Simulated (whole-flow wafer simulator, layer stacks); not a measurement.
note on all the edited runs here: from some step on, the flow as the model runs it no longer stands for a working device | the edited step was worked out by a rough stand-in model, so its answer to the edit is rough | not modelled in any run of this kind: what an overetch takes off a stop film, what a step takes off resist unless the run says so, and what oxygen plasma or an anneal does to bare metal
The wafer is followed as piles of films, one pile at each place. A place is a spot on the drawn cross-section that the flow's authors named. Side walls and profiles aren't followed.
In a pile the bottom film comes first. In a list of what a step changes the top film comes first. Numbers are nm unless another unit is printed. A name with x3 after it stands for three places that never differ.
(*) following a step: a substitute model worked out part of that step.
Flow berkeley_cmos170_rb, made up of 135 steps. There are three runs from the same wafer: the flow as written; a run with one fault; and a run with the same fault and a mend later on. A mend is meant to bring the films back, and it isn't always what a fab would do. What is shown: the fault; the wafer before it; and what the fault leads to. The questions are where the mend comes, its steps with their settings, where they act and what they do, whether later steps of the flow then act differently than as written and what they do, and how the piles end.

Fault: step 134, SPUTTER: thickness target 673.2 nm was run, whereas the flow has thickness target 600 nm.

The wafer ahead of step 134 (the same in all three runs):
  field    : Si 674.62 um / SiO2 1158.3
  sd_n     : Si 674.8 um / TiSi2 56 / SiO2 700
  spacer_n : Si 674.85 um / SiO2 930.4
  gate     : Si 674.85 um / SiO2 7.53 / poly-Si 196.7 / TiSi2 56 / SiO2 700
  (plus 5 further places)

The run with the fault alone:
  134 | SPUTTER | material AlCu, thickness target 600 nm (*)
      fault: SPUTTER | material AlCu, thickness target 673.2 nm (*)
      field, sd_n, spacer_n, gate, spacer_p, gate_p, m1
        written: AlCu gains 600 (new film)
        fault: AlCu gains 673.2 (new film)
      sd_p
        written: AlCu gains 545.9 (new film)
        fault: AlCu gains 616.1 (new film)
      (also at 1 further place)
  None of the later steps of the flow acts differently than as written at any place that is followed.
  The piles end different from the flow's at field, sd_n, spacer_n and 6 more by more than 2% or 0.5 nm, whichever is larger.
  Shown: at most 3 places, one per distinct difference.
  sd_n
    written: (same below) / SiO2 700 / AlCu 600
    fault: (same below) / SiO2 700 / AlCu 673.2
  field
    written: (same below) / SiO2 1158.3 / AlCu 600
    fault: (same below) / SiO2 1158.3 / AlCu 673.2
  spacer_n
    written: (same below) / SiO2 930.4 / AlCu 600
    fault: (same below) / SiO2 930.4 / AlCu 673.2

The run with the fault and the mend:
  After step 134 comes the mend.
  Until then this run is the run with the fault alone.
  134a | ETCH | chemistry al pan, depth target 774.4 nm
      field, sd_n, spacer_n, gate, spacer_p, gate_p, m1
        AlCu loses 673.2 (all of it)
      sd_p
        AlCu loses 616.1 (all of it)
      contact
        AlCu loses 463.1 (all of it)
  134b | SPUTTER | material AlCu, thickness target 600 nm (*) (the flow's step 134 again)
      field, sd_n, spacer_n, gate, spacer_p, gate_p, m1
        AlCu gains 600 (new film)
      sd_p
        AlCu gains 545.9 (new film)
      contact
        AlCu gains 415.1 (new film)
  None of the later steps of the flow acts differently than as written at any place that is followed.
  By the end, the piles equal the flow's at every place that both follow.
